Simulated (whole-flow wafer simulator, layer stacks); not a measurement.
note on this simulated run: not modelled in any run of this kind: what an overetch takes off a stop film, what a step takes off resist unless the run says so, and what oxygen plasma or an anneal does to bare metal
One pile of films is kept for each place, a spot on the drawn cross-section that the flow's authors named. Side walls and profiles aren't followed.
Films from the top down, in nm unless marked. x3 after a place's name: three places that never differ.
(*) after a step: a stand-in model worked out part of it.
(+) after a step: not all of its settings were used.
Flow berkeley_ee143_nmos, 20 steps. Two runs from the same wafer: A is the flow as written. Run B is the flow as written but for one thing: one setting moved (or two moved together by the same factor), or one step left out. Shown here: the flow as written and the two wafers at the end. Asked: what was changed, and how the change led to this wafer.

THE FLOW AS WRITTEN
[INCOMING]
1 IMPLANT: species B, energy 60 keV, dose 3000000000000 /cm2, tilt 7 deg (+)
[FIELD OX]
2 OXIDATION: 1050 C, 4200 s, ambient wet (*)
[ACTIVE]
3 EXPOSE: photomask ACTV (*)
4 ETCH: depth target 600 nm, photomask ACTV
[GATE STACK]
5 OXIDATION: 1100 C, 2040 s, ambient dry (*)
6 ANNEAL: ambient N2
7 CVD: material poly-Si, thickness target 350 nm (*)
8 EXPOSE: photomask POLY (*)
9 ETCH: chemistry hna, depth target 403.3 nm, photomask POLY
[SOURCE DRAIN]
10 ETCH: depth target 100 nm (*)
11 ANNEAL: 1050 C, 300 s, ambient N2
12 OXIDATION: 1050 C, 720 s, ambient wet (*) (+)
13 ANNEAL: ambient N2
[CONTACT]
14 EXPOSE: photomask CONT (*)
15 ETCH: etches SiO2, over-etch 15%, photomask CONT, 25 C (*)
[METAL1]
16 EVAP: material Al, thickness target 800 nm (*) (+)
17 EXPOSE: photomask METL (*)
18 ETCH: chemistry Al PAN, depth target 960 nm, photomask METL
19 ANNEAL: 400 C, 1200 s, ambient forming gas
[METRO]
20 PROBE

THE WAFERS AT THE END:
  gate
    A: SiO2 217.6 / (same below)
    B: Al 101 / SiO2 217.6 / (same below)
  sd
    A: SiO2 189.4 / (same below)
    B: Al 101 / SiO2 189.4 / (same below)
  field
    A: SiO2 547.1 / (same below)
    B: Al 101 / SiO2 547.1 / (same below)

The cause: step 18, ETCH: depth target 699 nm was run, where the flow has depth target 960 nm.

How the change led to this, step by step:
  18 ETCH: chemistry Al PAN, depth target 960 nm, photomask METL
      gate, sd, field: A Al -800 (all of it) | B Al -699
Counting metal films that touch as one body, gate has 1 body; the flow as written gives 0 bodies.
Counting metal films that touch as one body, sd has 1 body; the flow as written gives 0 bodies.
Counting metal films that touch as one body, field has 1 body; the flow as written gives 0 bodies.
